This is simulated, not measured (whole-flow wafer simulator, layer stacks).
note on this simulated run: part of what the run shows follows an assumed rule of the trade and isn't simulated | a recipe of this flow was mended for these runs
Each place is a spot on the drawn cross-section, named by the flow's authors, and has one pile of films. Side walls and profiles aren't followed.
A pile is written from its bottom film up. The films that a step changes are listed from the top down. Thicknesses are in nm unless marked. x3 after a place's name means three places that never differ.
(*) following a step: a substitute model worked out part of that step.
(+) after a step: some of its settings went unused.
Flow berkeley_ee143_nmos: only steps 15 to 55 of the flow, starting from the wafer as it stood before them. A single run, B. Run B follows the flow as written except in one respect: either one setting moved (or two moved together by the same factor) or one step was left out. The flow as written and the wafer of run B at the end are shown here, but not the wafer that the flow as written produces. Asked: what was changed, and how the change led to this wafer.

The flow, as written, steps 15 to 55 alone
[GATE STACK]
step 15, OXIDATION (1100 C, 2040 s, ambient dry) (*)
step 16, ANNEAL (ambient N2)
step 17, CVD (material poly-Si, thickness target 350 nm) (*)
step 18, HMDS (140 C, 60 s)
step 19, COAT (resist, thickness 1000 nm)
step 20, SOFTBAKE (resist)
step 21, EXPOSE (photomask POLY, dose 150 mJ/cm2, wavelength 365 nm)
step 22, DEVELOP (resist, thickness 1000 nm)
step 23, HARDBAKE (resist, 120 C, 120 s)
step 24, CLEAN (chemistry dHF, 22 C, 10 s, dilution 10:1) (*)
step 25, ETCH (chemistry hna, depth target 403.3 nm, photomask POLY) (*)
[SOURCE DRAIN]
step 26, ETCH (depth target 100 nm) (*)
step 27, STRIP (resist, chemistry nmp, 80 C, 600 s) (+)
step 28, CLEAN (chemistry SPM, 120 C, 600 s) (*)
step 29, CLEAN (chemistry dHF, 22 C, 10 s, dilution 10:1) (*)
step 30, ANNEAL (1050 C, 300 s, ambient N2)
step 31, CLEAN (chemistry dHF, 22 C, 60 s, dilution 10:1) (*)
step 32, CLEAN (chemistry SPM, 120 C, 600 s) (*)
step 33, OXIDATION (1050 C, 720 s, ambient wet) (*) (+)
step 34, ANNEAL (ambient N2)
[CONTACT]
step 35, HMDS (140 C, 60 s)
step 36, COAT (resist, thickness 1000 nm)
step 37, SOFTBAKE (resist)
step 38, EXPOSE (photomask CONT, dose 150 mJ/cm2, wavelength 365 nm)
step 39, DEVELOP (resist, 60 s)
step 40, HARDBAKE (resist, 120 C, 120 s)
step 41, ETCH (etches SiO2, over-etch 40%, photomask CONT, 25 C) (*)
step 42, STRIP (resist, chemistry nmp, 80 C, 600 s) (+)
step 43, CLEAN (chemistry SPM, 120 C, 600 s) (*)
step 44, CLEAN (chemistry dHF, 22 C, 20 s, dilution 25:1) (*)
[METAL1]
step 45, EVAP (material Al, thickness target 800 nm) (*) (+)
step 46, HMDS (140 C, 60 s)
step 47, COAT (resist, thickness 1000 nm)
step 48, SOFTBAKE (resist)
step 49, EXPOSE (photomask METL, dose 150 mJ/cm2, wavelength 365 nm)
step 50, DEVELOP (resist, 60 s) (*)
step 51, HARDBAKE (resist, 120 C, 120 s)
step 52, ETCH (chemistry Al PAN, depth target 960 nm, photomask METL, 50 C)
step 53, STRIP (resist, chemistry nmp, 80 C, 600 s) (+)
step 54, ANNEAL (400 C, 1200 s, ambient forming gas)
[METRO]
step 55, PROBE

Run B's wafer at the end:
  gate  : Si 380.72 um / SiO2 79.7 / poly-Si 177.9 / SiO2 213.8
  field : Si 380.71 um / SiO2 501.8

Cause: step 17, CVD: thickness target 274 nm was run, though the flow has thickness target 350 nm.

How this came from the change, step by step:
  step 17, CVD (material poly-Si, thickness target 350 nm) (*)
      gate, sd, contact, field: poly-Si gains 274 (new film) (as written it would have been: poly-Si gains 350 (new film))
  step 25, ETCH (chemistry hna, depth target 403.3 nm, photomask POLY) (*)
      sd, contact, field: poly-Si loses 274 (all of it), SiO2 loses 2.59 (as written it would have been: poly-Si loses 350 (all of it), SiO2 loses 1.07)
  step 36, COAT (resist, thickness 1000 nm)
      gate: resist gains 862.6 (new film) (as written it would have been: resist gains 822.5 (new film))
      field: resist gains 831.7 (new film) (as written it would have been: resist gains 850.4 (new film))
  step 40, HARDBAKE (resist, 120 C, 120 s)
      gate: resist loses 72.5 (as written it would have been: resist loses 69)
      field: resist loses 69.8 (as written it would have been: resist loses 71.4)
  step 42, STRIP (resist, chemistry nmp, 80 C, 600 s) (+)
      gate: resist loses 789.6 (all of it) (as written it would have been: resist loses 753.2 (all of it))
      field: resist loses 761.5 (all of it) (as written it would have been: resist loses 778.6 (all of it))
  step 47, COAT (resist, thickness 1000 nm)
      gate: resist gains 873.2 (new film) (as written it would have been: resist gains 834.7 (new film))
      field: resist gains 834.8 (new film) (as written it would have been: resist gains 854.5 (new film))
  step 50, DEVELOP (resist, 60 s) (*)
      gate: resist loses 873.2 (all of it), Al loses 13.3 (as written it would have been: resist loses 834.7 (all of it), Al loses 13.3)
      field: resist loses 834.8 (all of it), Al loses 13.3 (as written it would have been: resist loses 854.5 (all of it), Al loses 13.3)
